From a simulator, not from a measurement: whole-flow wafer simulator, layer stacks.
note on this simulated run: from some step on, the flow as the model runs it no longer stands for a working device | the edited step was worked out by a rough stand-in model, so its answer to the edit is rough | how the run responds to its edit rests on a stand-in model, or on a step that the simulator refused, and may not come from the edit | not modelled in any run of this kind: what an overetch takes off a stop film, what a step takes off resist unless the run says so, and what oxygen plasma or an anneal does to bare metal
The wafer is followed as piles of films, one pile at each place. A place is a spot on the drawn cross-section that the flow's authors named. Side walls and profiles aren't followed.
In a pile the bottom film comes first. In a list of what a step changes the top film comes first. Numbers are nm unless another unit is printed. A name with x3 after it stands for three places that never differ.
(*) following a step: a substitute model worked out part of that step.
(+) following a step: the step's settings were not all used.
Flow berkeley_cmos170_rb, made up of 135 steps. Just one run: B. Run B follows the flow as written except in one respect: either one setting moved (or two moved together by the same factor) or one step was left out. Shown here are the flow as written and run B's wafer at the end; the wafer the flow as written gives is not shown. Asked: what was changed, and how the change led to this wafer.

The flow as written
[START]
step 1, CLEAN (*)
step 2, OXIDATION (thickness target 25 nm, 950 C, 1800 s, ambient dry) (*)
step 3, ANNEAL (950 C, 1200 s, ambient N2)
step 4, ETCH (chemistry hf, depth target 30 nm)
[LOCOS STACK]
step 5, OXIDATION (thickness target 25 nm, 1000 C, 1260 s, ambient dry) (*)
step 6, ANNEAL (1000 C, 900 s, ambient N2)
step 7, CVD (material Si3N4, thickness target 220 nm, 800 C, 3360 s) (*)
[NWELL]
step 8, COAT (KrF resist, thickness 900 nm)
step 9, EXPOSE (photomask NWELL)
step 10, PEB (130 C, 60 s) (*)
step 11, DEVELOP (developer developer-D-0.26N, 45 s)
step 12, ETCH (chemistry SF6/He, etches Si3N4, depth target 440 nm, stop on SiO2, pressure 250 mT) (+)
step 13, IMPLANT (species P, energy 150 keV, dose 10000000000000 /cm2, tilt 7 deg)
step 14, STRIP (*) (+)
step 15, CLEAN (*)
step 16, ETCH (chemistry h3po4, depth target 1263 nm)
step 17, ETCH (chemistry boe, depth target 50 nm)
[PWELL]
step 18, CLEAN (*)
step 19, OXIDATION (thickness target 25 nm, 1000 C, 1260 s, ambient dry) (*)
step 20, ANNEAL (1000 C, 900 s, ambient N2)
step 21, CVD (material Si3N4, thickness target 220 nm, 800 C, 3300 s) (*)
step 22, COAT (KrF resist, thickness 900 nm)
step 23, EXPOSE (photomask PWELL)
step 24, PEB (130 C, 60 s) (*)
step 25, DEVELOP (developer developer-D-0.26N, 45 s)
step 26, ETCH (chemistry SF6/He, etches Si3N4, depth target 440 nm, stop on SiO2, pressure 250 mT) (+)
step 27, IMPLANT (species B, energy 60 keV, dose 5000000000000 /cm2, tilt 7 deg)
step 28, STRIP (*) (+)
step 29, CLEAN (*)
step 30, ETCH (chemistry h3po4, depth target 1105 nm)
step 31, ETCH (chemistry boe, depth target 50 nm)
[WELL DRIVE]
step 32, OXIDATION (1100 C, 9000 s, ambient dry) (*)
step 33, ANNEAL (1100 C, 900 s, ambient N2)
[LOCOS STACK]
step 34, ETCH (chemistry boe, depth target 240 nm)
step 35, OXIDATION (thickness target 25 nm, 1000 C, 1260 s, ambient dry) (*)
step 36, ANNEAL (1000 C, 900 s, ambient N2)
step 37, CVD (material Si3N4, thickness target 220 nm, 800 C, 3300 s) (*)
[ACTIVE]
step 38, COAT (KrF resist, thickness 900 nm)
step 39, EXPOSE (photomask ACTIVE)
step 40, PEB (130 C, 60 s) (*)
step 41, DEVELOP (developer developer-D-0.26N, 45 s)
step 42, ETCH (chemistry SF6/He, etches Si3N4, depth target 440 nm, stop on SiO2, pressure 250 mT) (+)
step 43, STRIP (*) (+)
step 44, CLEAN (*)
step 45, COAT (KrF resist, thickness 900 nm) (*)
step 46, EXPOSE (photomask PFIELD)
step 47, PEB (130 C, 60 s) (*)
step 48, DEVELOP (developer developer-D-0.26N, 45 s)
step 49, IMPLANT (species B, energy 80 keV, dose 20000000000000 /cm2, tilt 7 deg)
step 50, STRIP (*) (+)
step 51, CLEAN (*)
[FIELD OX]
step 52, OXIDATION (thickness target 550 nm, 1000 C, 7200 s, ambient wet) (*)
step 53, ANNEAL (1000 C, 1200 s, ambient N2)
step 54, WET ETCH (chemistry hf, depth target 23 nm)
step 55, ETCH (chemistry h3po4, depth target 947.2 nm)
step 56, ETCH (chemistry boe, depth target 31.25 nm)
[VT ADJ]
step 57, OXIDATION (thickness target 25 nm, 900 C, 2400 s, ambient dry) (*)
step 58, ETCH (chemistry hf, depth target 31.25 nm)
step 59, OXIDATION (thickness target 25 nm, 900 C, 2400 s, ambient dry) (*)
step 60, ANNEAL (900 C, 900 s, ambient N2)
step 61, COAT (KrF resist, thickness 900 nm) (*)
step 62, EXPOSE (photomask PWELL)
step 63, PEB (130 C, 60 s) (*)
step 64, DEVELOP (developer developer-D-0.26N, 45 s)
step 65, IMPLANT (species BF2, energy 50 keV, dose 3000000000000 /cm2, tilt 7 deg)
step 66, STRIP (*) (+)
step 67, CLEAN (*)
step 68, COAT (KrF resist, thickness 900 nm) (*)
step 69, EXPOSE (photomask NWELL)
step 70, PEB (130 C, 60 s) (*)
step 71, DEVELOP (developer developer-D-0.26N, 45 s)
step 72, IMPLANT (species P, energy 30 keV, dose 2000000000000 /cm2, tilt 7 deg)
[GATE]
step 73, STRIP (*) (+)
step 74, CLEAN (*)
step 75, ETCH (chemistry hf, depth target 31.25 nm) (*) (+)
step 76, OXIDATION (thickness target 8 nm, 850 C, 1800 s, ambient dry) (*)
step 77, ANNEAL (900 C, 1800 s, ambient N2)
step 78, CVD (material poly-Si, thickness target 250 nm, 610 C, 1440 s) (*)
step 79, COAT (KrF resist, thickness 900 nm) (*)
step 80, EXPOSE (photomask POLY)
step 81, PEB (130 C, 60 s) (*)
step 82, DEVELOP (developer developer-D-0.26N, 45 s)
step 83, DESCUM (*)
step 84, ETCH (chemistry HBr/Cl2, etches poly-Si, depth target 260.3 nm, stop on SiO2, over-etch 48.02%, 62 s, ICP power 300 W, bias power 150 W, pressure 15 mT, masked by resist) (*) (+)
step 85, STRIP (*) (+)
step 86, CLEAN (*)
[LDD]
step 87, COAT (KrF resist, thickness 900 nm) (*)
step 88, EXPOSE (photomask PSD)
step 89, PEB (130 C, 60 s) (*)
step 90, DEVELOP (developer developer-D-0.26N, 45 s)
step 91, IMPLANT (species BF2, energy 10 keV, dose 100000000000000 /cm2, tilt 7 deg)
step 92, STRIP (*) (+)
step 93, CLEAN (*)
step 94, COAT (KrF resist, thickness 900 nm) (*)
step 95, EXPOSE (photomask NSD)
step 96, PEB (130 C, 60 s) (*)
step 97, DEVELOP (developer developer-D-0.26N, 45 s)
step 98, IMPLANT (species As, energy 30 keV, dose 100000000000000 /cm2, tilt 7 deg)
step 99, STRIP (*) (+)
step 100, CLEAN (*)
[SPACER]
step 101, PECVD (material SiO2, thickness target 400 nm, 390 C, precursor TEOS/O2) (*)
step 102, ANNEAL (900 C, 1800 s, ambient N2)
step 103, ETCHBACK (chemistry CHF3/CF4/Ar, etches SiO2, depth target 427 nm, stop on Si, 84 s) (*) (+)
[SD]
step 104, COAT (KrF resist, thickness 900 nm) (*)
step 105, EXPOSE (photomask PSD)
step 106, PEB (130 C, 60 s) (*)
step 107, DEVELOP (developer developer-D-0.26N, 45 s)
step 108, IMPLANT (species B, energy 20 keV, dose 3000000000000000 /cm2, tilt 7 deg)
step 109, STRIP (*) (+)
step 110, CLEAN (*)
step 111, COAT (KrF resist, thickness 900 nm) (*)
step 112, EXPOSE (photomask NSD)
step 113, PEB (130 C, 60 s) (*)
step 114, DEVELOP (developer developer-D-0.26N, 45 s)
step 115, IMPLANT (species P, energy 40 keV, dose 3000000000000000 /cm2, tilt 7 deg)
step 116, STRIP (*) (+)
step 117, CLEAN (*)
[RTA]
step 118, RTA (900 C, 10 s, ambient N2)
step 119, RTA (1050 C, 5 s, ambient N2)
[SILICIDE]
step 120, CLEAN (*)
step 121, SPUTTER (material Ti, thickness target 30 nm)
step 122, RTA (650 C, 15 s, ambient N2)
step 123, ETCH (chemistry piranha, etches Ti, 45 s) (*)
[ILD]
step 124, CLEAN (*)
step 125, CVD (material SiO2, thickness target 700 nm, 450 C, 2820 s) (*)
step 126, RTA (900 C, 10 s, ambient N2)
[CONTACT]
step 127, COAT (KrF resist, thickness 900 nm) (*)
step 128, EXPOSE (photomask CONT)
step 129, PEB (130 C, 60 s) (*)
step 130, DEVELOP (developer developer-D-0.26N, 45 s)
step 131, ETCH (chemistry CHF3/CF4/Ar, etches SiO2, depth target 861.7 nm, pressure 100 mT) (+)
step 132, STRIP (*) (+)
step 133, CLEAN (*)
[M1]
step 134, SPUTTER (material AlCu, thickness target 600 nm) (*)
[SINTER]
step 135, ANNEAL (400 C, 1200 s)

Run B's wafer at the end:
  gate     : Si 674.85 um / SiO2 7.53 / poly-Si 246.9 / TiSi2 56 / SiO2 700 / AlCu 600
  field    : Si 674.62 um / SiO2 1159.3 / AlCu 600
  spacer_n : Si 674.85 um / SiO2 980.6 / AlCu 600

Cause: step 78, CVD: 1728 s was run, while the flow as written has 1440 s.

How this came from the change, step by step:
  step 78, CVD (material poly-Si, thickness target 250 nm, 610 C, 1440 s) (*)
      field, sd_n, spacer_n and 6 more: poly-Si gains 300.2 (new film) (as written it would have been: poly-Si gains 250 (new film))
  step 84, ETCH (chemistry HBr/Cl2, etches poly-Si, depth target 260.3 nm, stop on SiO2, over-etch 48.02%, 62 s, ICP power 300 W, bias power 150 W, pressure 15 mT, masked by resist) (*) (+)
      field, sd_n, spacer_n, sd_p, spacer_p, contact, m1: poly-Si loses 300.2 (all of it), SiO2 loses 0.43 (as written it would have been: poly-Si loses 250 (all of it), SiO2 loses 1.42)
  step 87, COAT (KrF resist, thickness 900 nm) (*)
      gate: KrF resist gains 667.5 (new film) (as written it would have been: KrF resist gains 706 (new film))
      gate_p: KrF resist gains 668 (new film) (as written it would have been: KrF resist gains 706.3 (new film))
  step 90, DEVELOP (developer developer-D-0.26N, 45 s)
      gate_p: KrF resist loses 668 (all of it) (as written it would have been: KrF resist loses 706.3 (all of it))
  step 92, STRIP (*) (+)
      gate: KrF resist loses 653.3 (all of it) (as written it would have been: KrF resist loses 691.8 (all of it))
  step 94, COAT (KrF resist, thickness 900 nm) (*)
      gate: KrF resist gains 667.5 (new film) (as written it would have been: KrF resist gains 706 (new film))
      gate_p: KrF resist gains 668 (new film) (as written it would have been: KrF resist gains 706.3 (new film))
  step 97, DEVELOP (developer developer-D-0.26N, 45 s)
      gate: KrF resist loses 667.5 (all of it) (as written it would have been: KrF resist loses 706 (all of it))
  step 99, STRIP (*) (+)
      gate_p: KrF resist loses 653.8 (all of it) (as written it would have been: KrF resist loses 692.1 (all of it))
  step 103, ETCHBACK (chemistry CHF3/CF4/Ar, etches SiO2, depth target 427 nm, stop on Si, 84 s) (*) (+)
      spacer_n, spacer_p: SiO2 loses 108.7 (as written it would have been: SiO2 loses 157.9)
  step 104, COAT (KrF resist, thickness 900 nm) (*)
      spacer_n: KrF resist gains 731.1 (new film) (as written it would have been: KrF resist gains 766.3 (new film))
      gate: KrF resist gains 707.8 (new film) (as written it would have been: KrF resist gains 742.1 (new film))
      (as well as at 2 more places)
  step 107, DEVELOP (developer developer-D-0.26N, 45 s)
      spacer_p: KrF resist loses 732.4 (all of it) (as written it would have been: KrF resist loses 767.7 (all of it))
      gate_p: KrF resist loses 708.8 (all of it) (as written it would have been: KrF resist loses 743.2 (all of it))
  step 109, STRIP (*) (+)
      spacer_n: KrF resist loses 716.8 (all of it) (as written it would have been: KrF resist loses 752.1 (all of it))
      gate: KrF resist loses 693.6 (all of it) (as written it would have been: KrF resist loses 727.9 (all of it))
  step 111, COAT (KrF resist, thickness 900 nm) (*)
      spacer_n: KrF resist gains 731.1 (new film) (as written it would have been: KrF resist gains 766.3 (new film))
      gate: KrF resist gains 707.8 (new film) (as written it would have been: KrF resist gains 742.1 (new film))
      (as well as at 2 more places)
  step 114, DEVELOP (developer developer-D-0.26N, 45 s)
      spacer_n: KrF resist loses 731.1 (all of it) (as written it would have been: KrF resist loses 766.3 (all of it))
      gate: KrF resist loses 707.8 (all of it) (as written it would have been: KrF resist loses 742.1 (all of it))
  step 116, STRIP (*) (+)
      spacer_p: KrF resist loses 718.2 (all of it) (as written it would have been: KrF resist loses 753.5 (all of it))
      gate_p: KrF resist loses 694.6 (all of it) (as written it would have been: KrF resist loses 729 (all of it))
  step 127, COAT (KrF resist, thickness 900 nm) (*)
      spacer_n: KrF resist gains 796.7 (new film) (as written it would have been: KrF resist gains 819.8 (new film))
      gate: KrF resist gains 778.8 (new film) (as written it would have been: KrF resist gains 798.4 (new film))
      (as well as at 2 more places)
  step 132, STRIP (*) (+)
      spacer_n: KrF resist loses 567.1 (all of it) (as written it would have been: KrF resist loses 590.2 (all of it))
      gate: KrF resist loses 549.2 (all of it) (as written it would have been: KrF resist loses 568.8 (all of it))
      (as well as at 3 more places)
